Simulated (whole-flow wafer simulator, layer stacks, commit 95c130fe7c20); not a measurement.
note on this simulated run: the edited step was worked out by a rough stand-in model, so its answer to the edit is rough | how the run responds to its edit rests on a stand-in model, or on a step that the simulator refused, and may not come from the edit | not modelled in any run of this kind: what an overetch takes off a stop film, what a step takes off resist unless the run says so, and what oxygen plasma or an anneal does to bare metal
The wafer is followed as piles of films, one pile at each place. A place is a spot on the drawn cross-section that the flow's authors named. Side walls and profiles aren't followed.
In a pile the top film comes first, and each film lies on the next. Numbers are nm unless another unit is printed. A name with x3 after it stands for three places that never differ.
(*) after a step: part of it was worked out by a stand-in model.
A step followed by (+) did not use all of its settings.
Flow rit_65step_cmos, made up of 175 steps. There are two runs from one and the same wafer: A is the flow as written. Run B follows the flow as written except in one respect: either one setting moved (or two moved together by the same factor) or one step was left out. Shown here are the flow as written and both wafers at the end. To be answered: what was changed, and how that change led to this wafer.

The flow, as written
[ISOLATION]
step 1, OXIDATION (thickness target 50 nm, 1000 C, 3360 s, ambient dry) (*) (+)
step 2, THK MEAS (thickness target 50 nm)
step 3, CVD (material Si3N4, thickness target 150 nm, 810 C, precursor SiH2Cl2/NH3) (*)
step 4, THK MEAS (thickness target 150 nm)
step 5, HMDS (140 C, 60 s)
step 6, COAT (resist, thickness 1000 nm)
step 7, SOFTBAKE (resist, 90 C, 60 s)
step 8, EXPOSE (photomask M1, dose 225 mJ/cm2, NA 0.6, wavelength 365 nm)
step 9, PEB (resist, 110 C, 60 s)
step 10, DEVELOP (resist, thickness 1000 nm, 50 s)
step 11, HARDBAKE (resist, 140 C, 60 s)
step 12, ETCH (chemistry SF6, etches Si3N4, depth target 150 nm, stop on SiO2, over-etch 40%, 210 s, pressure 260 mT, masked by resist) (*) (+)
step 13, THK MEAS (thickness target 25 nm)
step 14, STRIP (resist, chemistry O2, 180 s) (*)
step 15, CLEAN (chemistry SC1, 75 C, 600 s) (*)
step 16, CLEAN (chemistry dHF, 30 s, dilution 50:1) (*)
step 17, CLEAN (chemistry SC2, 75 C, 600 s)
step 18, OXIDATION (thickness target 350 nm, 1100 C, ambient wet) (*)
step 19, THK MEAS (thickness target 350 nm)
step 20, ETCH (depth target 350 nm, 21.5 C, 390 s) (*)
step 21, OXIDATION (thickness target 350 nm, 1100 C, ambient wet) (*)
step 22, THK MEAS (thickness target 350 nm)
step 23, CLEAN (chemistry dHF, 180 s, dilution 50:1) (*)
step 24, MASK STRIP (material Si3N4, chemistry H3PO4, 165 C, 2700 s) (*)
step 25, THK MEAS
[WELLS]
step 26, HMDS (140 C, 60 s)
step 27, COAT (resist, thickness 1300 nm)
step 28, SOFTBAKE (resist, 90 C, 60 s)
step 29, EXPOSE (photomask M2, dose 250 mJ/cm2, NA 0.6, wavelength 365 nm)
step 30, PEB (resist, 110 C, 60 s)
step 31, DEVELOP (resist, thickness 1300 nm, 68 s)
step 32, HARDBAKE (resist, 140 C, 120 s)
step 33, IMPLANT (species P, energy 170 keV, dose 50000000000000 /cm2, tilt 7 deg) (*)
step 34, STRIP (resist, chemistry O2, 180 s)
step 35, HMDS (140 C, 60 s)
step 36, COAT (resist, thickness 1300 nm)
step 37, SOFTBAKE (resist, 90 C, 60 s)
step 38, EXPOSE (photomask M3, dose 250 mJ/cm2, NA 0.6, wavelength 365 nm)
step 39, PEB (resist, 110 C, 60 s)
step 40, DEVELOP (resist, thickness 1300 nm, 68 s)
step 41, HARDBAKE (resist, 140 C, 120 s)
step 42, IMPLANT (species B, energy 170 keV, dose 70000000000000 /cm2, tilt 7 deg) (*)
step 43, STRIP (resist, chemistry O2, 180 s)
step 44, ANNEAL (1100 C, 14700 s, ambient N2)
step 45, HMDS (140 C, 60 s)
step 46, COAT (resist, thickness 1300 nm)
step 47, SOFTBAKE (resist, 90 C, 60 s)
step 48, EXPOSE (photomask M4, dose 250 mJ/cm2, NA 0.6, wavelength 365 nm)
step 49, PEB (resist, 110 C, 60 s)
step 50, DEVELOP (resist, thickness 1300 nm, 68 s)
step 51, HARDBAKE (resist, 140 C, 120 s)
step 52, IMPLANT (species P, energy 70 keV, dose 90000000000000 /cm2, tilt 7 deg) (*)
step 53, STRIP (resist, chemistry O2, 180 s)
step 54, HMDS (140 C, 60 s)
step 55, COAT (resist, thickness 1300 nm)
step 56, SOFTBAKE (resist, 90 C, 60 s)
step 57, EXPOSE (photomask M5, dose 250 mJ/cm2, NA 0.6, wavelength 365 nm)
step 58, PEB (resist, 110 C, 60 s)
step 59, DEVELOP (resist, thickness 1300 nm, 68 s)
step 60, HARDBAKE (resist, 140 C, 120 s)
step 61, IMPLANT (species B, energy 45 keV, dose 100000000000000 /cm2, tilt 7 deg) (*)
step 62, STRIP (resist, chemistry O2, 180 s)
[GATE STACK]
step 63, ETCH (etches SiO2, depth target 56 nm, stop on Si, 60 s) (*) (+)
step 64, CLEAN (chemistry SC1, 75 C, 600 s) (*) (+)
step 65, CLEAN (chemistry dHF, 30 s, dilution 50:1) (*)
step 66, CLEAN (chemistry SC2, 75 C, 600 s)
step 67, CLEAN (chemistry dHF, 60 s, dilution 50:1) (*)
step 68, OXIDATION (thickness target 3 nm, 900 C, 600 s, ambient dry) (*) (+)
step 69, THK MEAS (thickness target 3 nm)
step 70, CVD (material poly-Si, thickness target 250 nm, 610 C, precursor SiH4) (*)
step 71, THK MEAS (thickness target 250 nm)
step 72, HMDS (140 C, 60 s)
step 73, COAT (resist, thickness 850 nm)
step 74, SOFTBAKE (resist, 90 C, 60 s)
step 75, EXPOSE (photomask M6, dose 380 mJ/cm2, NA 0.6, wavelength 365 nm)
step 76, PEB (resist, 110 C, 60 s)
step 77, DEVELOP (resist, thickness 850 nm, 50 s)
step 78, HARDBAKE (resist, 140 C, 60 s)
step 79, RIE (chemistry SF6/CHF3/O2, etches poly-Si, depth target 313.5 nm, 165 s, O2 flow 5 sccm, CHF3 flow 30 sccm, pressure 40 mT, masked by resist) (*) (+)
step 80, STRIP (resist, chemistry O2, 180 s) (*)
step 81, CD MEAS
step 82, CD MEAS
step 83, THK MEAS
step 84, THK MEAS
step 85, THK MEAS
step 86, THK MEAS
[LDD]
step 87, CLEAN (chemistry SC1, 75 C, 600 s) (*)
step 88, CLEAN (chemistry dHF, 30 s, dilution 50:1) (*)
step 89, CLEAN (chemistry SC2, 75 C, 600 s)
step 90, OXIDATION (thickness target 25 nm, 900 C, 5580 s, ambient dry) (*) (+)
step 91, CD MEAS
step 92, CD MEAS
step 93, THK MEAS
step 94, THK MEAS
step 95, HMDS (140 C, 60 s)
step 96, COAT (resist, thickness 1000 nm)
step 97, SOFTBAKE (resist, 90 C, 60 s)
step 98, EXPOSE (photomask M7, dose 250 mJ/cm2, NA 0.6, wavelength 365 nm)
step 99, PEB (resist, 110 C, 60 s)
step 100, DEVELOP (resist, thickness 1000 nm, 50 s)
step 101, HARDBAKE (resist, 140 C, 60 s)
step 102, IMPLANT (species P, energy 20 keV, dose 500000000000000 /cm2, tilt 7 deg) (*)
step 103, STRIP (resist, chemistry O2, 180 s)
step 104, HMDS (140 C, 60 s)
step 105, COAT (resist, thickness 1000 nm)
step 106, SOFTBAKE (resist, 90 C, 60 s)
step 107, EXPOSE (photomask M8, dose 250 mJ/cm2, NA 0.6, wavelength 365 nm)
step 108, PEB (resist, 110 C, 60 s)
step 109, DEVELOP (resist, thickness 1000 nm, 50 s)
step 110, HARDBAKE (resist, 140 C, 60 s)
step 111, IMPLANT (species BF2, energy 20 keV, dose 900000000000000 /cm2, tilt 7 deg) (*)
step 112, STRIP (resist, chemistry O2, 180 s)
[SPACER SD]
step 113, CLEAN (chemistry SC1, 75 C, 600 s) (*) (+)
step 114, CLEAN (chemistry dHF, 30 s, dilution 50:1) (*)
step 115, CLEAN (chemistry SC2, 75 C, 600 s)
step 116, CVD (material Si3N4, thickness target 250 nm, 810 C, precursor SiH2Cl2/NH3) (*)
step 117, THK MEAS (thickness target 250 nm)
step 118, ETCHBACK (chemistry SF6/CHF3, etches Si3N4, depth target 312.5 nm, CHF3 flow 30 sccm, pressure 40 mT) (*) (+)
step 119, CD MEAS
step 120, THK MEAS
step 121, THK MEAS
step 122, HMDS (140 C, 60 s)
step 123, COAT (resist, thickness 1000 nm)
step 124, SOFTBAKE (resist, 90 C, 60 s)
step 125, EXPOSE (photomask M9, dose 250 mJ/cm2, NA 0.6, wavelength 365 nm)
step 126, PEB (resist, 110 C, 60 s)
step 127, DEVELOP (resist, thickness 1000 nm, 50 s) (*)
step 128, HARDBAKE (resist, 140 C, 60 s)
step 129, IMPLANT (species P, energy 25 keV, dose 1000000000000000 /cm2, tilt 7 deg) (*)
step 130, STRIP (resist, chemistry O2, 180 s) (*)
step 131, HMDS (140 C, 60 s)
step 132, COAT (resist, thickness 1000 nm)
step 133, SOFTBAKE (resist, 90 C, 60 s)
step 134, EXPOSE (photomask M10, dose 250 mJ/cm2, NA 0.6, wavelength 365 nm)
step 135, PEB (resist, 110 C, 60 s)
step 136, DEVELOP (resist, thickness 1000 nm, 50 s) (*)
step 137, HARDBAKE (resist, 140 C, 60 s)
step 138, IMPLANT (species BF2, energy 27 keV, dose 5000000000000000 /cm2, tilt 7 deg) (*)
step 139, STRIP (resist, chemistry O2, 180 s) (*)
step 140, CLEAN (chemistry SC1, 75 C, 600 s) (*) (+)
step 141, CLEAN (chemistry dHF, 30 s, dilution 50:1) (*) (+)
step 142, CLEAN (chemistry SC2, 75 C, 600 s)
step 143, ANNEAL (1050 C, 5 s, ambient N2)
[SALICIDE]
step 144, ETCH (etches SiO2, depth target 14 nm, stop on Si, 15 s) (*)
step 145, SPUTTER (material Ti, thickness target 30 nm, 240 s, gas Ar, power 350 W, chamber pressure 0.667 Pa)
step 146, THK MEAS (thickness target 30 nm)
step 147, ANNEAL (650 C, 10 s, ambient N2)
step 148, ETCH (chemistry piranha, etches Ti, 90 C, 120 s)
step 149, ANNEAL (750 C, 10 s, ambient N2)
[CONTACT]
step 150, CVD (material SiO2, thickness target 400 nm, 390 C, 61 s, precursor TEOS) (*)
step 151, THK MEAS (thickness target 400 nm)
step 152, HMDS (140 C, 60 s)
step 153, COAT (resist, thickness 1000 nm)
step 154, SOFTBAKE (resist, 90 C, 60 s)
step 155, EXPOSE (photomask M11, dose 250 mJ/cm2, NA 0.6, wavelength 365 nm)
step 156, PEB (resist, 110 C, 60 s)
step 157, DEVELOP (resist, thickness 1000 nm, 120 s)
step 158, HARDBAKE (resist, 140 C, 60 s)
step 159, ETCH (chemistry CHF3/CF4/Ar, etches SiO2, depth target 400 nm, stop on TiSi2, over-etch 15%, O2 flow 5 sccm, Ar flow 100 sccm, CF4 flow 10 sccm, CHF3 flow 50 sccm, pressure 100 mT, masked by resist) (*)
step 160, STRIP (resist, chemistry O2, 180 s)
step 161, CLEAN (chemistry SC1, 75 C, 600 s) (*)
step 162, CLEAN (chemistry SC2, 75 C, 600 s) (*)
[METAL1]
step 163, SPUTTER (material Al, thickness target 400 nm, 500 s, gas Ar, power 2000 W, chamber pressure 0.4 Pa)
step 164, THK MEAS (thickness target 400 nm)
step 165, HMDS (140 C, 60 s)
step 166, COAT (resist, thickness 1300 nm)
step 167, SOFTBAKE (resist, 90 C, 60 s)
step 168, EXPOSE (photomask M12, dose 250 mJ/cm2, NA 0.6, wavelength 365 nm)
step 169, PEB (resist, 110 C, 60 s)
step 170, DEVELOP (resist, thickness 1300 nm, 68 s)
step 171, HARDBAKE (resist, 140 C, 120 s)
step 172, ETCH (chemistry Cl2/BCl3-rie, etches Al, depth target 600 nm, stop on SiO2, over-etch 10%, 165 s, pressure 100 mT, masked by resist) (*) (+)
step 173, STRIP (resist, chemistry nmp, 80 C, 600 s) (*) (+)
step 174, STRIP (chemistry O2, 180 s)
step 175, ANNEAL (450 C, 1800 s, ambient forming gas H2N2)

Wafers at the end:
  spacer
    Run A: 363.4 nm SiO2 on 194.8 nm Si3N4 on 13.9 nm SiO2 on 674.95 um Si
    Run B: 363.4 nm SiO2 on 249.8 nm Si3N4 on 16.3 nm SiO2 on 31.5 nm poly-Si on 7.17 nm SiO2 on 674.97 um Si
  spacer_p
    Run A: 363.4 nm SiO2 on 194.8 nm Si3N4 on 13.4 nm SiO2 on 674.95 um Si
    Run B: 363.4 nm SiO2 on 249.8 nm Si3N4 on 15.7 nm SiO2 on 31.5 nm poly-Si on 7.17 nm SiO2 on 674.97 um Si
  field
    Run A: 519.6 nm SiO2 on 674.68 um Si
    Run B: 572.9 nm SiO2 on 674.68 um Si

The reason: step 70, CVD: thickness target 362 nm was run, while the flow as written has thickness target 250 nm.

How this came from the change, step by step:
  step 70, CVD (material poly-Si, thickness target 250 nm, 610 C, precursor SiH4) (*)
      field, field_pw, field_nw and 11 more: A poly-Si gains 250 (new film) | B poly-Si gains 362 (new film)
  step 79, RIE (chemistry SF6/CHF3/O2, etches poly-Si, depth target 313.5 nm, 165 s, O2 flow 5 sccm, CHF3 flow 30 sccm, pressure 40 mT, masked by resist) (*) (+)
      active_n, active_p, spacer, spacer_p, sd_n, sd_p, contact, m1: A poly-Si loses 250 (all of it), SiO2 loses 7.17 (all of it) | B poly-Si loses 313.5
      field, field_pw, field_nw, field_p: A poly-Si loses 250 (all of it), SiO2 loses 10.9 | B poly-Si loses 313.5
  step 80, STRIP (resist, chemistry O2, 180 s) (*)
      active_n, active_p, spacer, spacer_p, sd_n, sd_p, contact, m1: A chemical SiO2 gains 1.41 (new film), Si loses 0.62 | B chemical SiO2 gains 1.41 (new film), poly-Si loses 0.62
      field, field_pw, field_nw, field_p: A nothing | B chemical SiO2 gains 1.41 (new film), poly-Si loses 0.62
  step 87, CLEAN (chemistry SC1, 75 C, 600 s) (*)
      active_n, active_p, spacer, spacer_p, sd_n, sd_p, contact, m1: A chemical SiO2 loses 0.81, Si loses 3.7 | B chemical SiO2 loses 0.81, poly-Si loses 3.7
      field, field_pw, field_nw, field_p: A SiO2 loses 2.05 | B chemical SiO2 loses 0.81, poly-Si loses 3.7
  step 88, CLEAN (chemistry dHF, 30 s, dilution 50:1) (*)
      field, field_pw, field_nw, field_p: A SiO2 loses 2.78 | B chemical SiO2 loses 0.6 (all of it)
  step 90, OXIDATION (thickness target 25 nm, 900 C, 5580 s, ambient dry) (*) (+)
      active_n, active_p, spacer, spacer_p, sd_n, sd_p, contact, m1: A SiO2 gains 26.5 (new film), chemical SiO2 loses 0.4 (all of it), Si loses 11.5 | B SiO2 gains 28.9 (new film), chemical SiO2 loses 0.4 (all of it), poly-Si loses 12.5
      field, field_pw: A SiO2 gains 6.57, Si loses 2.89 | B SiO2 gains 28.9 (new film), chemical SiO2 loses 0.4 (all of it), poly-Si loses 12.5
      (as well as at 2 more places)
  step 96, COAT (resist, thickness 1000 nm)
      gate_n, gate_p: A resist gains 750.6 (new film) | B resist gains 700.9 (new film)
  step 99, PEB (resist, 110 C, 60 s)
      gate_n, gate_p: A resist loses 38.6 | B resist loses 35.9
  step 100, DEVELOP (resist, thickness 1000 nm, 50 s)
      gate_n: A resist loses 712.1 (all of it) | B resist loses 665 (all of it)
  step 101, HARDBAKE (resist, 140 C, 60 s)
      gate_p: A resist loses 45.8 | B resist loses 42.3
  step 103, STRIP (resist, chemistry O2, 180 s)
      gate_p: A resist loses 666.3 (all of it) | B resist loses 622.7 (all of it)
  step 105, COAT (resist, thickness 1000 nm)
      gate_n, gate_p: A resist gains 750.6 (new film) | B resist gains 700.9 (new film)
  step 108, PEB (resist, 110 C, 60 s)
      gate_n, gate_p: A resist loses 38.6 | B resist loses 35.9
  step 109, DEVELOP (resist, thickness 1000 nm, 50 s)
      gate_p: A resist loses 712.1 (all of it) | B resist loses 665 (all of it)
  step 110, HARDBAKE (resist, 140 C, 60 s)
      gate_n: A resist loses 45.8 | B resist loses 42.3
  step 112, STRIP (resist, chemistry O2, 180 s)
      gate_n: A resist loses 666.3 (all of it) | B resist loses 622.7 (all of it)
  ... 17 further steps ...
  step 170, DEVELOP (resist, thickness 1300 nm, 68 s)
      field: A resist loses 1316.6 (all of it) | B resist loses 1289.7 (all of it)
      field_p: A resist loses 1324.1 (all of it) | B resist loses 1297.2 (all of it)
      (as well as at 4 more places)
